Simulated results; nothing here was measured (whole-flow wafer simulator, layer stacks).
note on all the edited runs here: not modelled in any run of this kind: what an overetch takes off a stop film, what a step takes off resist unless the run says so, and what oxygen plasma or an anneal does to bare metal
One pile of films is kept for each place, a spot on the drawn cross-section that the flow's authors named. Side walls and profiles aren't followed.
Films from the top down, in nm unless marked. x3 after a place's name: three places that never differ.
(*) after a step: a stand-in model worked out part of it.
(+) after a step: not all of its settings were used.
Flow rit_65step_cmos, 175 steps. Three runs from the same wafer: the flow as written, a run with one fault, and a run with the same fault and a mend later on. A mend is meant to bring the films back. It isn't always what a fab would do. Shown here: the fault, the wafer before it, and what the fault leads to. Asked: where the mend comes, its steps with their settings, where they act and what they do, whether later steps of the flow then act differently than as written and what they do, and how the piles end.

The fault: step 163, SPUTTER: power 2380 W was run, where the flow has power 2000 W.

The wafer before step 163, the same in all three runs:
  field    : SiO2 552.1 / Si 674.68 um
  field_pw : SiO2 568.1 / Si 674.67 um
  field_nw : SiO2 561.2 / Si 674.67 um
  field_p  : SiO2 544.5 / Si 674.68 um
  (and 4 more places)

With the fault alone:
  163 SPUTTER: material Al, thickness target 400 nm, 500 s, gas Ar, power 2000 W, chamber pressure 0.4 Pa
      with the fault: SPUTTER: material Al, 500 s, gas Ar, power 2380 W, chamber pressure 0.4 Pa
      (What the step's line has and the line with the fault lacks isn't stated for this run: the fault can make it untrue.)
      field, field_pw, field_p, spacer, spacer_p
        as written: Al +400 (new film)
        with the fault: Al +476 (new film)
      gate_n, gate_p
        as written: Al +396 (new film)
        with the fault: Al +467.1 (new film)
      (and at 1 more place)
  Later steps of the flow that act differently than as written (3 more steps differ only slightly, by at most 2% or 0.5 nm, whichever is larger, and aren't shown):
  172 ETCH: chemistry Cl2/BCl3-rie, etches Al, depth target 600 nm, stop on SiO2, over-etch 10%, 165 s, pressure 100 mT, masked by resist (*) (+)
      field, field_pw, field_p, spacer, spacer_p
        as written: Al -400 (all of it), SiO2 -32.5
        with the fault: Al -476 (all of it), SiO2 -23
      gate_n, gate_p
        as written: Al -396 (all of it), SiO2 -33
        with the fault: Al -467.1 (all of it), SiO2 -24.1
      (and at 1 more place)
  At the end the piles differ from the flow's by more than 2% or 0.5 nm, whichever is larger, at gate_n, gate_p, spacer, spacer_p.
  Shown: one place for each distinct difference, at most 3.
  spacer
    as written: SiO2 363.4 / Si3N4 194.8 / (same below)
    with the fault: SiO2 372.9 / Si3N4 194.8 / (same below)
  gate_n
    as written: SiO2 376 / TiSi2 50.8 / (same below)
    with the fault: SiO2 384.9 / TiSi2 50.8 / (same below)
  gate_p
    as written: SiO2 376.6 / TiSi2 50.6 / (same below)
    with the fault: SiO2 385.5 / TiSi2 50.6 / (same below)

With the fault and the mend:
  The mend comes after step 164.
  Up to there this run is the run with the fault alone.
  164a ETCH: chemistry al pan, depth target 546.7 nm
      field, field_pw, field_nw, field_p, spacer, spacer_p
        Al -476 (all of it)
      gate_n, gate_p
        Al -467.1 (all of it)
  164b SPUTTER: material Al, thickness target 400 nm, 500 s, gas Ar, power 2000 W, chamber pressure 0.4 Pa (the flow's step 163 once more)
      field, field_pw, field_p, spacer, spacer_p
        Al +400 (new film)
      gate_n, gate_p
        Al +396 (new film)
      field_nw
        Al +397.2 (new film)
  No later step of the flow acts differently than as written at any place that is followed.
  At the end the piles are the same as the flow's at every place that both follow.
